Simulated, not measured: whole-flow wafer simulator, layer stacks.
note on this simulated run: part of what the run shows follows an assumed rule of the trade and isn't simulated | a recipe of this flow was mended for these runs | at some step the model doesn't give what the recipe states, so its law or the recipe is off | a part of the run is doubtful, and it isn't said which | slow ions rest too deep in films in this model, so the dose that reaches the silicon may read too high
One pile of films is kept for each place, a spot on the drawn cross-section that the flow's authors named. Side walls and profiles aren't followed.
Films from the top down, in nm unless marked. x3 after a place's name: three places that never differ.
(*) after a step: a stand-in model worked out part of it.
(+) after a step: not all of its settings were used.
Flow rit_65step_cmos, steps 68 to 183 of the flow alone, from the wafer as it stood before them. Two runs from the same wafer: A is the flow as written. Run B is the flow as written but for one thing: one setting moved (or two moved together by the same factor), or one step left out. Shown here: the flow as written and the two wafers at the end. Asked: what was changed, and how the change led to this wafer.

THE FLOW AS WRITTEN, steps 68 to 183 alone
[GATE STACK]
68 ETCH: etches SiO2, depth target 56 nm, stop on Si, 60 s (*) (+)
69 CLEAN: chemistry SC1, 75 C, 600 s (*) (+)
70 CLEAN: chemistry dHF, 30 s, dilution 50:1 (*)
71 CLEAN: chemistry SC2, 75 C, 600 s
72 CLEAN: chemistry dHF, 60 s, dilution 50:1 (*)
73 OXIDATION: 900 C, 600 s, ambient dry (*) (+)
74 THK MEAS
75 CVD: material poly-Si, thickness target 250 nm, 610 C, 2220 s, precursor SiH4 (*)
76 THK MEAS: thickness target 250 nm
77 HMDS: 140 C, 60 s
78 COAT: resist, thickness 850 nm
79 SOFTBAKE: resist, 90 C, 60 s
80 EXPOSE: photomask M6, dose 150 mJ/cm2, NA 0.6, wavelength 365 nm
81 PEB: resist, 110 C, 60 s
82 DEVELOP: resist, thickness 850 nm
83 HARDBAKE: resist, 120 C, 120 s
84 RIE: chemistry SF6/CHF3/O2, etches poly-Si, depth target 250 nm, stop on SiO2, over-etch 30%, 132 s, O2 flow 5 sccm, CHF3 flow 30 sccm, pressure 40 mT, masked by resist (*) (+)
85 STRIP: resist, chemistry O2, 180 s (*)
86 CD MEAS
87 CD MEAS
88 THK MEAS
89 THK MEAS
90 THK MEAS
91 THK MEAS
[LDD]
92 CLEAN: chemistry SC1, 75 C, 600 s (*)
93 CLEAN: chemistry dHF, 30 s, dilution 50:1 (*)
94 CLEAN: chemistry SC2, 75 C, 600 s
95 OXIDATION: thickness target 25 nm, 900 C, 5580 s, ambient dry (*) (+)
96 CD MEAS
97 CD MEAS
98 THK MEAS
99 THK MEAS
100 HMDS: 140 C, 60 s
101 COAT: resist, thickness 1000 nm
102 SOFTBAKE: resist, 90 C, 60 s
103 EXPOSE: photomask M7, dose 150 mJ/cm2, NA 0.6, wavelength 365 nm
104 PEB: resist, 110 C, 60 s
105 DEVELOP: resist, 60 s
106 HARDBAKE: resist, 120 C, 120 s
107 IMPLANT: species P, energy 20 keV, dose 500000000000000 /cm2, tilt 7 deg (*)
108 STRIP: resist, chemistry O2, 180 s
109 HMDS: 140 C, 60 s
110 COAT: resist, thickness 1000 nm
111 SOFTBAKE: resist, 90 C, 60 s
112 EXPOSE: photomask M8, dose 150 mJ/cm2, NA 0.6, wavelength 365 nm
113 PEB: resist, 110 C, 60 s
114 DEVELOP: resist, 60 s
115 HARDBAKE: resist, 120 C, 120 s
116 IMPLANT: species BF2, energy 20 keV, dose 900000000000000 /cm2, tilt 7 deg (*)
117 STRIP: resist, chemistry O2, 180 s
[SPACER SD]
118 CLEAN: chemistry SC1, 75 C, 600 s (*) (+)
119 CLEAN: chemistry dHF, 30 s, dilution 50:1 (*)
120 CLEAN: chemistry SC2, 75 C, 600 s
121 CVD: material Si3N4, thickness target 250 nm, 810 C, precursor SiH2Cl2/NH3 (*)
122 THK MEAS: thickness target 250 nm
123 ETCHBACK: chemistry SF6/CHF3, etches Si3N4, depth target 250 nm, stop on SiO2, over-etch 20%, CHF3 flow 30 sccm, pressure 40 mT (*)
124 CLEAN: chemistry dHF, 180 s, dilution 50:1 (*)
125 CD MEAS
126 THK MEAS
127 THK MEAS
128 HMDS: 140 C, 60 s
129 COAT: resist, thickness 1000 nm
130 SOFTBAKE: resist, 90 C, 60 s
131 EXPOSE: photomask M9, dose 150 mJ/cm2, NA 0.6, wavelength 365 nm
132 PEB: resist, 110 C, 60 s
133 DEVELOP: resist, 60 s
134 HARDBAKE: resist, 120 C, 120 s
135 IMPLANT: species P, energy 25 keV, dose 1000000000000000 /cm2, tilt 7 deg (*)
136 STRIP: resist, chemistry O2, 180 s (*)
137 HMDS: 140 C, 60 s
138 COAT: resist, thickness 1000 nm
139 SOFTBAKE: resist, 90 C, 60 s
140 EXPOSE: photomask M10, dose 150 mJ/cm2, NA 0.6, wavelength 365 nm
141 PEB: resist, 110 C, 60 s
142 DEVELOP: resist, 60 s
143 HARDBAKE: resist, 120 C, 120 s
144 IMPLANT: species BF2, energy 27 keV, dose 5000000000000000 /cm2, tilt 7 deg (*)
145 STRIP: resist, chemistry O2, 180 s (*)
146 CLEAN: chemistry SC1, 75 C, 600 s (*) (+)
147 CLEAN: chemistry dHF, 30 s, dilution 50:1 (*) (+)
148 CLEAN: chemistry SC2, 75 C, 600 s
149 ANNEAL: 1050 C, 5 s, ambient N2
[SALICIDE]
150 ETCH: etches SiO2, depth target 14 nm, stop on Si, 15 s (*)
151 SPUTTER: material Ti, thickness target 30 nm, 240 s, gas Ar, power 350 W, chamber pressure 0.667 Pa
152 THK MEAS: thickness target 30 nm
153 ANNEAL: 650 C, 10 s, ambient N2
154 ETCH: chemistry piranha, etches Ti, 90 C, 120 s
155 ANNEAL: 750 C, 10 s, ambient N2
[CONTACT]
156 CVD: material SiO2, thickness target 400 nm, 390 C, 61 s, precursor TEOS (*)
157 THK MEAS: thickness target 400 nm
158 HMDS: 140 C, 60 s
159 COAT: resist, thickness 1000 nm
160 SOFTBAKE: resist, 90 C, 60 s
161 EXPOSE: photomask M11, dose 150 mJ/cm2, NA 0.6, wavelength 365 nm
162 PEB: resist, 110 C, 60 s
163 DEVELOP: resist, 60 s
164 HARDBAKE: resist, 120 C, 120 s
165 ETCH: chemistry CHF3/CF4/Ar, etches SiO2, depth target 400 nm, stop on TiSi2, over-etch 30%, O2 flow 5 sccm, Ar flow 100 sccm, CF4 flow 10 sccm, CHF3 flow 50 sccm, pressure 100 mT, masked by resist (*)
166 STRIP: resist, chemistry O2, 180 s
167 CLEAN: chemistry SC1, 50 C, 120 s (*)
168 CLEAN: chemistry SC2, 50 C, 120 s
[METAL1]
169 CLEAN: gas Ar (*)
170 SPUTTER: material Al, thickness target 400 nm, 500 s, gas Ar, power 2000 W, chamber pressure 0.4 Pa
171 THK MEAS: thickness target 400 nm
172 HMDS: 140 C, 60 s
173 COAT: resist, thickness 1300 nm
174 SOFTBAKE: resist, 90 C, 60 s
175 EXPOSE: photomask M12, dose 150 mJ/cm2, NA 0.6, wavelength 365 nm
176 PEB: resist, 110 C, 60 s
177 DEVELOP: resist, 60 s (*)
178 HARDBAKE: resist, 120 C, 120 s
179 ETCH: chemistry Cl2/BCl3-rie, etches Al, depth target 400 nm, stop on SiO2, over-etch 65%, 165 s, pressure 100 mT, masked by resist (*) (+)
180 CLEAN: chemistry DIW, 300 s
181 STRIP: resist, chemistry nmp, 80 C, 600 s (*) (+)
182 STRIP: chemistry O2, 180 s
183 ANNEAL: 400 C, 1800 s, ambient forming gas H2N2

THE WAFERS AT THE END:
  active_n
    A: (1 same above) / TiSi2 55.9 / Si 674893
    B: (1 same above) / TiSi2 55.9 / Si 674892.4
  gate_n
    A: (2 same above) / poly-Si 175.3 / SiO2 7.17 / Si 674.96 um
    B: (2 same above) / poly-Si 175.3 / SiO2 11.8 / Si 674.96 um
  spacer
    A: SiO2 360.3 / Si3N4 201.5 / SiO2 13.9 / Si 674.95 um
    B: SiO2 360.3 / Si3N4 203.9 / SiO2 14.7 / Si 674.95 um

The cause: step 73, OXIDATION: 1500 s was run, where the flow has 600 s.

How the change led to this, step by step:
  73 OXIDATION: 900 C, 600 s, ambient dry (*) (+)
      active_n, active_p, gate_n and 7 more: A SiO2 +7.17 (new film), Si -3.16 | B SiO2 +11.8 (new film), Si -5.2
  93 CLEAN: chemistry dHF, 30 s, dilution 50:1 (*)
      active_n, active_p, spacer, spacer_p, sd_n, sd_p, contact, m1: A SiO2 -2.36 (all of it) | B SiO2 -2.78
  95 OXIDATION: thickness target 25 nm, 900 C, 5580 s, ambient dry (*) (+)
      active_n, active_p, spacer, spacer_p, sd_n, sd_p, contact, m1: A SiO2 +26.5 (new film), chemical SiO2 -0.4 (all of it), Si -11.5 | B SiO2 +23.1, Si -10.1
  123 ETCHBACK: chemistry SF6/CHF3, etches Si3N4, depth target 250 nm, stop on SiO2, over-etch 20%, CHF3 flow 30 sccm, pressure 40 mT (*)
      spacer, spacer_p: A Si3N4 -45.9 | B Si3N4 -43.5
  124 CLEAN: chemistry dHF, 180 s, dilution 50:1 (*)
      active_n, sd_n, contact, m1: A SiO2 -12.5 (all of it) | B SiO2 -13.3 (all of it)
      active_p, sd_p: A SiO2 -12 (all of it) | B SiO2 -12.8 (all of it)
